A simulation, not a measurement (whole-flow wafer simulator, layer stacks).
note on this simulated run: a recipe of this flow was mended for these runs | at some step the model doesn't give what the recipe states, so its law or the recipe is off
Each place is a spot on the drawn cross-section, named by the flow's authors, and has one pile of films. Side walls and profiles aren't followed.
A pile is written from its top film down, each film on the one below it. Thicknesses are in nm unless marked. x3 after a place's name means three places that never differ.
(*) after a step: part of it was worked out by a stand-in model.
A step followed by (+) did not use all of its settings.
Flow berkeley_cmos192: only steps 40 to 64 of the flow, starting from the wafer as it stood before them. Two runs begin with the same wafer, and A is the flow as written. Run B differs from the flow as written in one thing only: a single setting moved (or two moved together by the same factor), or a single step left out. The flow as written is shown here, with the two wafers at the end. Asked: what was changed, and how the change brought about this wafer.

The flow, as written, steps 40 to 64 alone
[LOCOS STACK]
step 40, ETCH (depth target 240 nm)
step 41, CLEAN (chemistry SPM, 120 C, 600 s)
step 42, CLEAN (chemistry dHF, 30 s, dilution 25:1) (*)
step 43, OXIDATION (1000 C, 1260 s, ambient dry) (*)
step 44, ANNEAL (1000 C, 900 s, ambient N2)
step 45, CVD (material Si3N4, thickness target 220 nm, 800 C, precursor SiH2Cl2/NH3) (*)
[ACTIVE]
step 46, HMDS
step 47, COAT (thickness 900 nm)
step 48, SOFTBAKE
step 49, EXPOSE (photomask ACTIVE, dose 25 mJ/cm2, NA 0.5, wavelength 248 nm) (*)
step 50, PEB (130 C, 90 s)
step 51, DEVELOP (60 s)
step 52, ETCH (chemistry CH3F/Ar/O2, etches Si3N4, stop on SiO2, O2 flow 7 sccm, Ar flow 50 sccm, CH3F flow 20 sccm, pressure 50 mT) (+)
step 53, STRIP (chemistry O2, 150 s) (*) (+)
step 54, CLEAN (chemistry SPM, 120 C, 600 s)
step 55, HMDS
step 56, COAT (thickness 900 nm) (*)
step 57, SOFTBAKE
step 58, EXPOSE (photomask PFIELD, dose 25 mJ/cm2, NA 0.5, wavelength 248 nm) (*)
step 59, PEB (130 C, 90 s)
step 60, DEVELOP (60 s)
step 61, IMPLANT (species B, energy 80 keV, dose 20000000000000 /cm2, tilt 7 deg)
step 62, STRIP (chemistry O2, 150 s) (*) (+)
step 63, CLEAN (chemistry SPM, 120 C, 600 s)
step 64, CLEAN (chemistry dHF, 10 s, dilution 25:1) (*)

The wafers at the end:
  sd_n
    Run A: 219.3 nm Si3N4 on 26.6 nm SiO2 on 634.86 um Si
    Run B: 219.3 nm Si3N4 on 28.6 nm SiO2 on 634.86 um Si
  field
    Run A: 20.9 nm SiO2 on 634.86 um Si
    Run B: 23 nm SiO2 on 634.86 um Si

What caused this: step 43, OXIDATION: 1008 C was run, while the flow as written has 1000 C.

The path from the change to this, step by step:
  step 43, OXIDATION (1000 C, 1260 s, ambient dry) (*)
      field, sd_n, spacer_n and 6 more: A SiO2 gains 26.6 (new film), Si loses 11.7 | B SiO2 gains 28.6 (new film), Si loses 12.6
